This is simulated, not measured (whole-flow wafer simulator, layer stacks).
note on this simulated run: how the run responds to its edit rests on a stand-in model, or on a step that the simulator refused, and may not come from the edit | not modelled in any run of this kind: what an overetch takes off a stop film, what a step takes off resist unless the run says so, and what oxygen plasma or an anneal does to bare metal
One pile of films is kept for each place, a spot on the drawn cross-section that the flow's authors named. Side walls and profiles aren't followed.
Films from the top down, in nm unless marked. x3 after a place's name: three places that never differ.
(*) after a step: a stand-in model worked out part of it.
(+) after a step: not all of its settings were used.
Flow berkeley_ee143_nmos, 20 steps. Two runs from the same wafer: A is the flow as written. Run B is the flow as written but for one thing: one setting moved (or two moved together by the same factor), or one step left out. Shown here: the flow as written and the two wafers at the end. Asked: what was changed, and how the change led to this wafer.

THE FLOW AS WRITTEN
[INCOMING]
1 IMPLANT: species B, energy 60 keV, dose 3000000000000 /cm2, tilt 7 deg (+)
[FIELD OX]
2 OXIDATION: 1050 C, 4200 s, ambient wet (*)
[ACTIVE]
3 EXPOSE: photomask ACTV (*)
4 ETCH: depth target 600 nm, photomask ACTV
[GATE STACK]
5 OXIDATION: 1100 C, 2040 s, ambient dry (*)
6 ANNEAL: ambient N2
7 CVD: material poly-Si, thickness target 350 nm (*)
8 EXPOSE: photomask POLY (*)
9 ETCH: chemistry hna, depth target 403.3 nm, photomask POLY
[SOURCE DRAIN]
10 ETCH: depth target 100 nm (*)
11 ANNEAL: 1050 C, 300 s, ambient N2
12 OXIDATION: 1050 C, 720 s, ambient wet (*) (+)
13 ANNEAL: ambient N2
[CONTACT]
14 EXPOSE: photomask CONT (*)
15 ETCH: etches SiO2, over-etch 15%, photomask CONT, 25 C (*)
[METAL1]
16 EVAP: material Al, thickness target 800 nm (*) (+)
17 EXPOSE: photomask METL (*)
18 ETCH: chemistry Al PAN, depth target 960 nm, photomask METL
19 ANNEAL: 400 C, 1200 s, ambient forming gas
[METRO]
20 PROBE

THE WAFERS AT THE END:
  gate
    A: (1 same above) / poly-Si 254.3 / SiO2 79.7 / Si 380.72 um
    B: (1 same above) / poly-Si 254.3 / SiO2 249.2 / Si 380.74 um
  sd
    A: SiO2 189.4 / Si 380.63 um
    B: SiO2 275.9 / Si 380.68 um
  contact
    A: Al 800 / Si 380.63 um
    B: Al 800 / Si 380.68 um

The cause: step 4, ETCH: depth target 341 nm was run, where the flow has depth target 600 nm.

How the change led to this, step by step:
  4 ETCH: depth target 600 nm, photomask ACTV
      gate, sd, contact: A SiO2 -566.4 (all of it) | B SiO2 -341
  5 OXIDATION: 1100 C, 2040 s, ambient dry (*)
      gate, sd, contact: A SiO2 +79.7 (new film), Si -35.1 | B SiO2 +23.9, Si -10.5
  10 ETCH: depth target 100 nm (*)
      sd, contact: A SiO2 -79.7 (all of it) | B SiO2 -100
  12 OXIDATION: 1050 C, 720 s, ambient wet (*) (+)
      sd, contact: A SiO2 +189.4 (new film), Si -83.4 | B SiO2 +126.7, Si -55.7
  15 ETCH: etches SiO2, over-etch 15%, photomask CONT, 25 C (*)
      contact: A SiO2 -189.4 (all of it) | B SiO2 -275.9 (all of it)
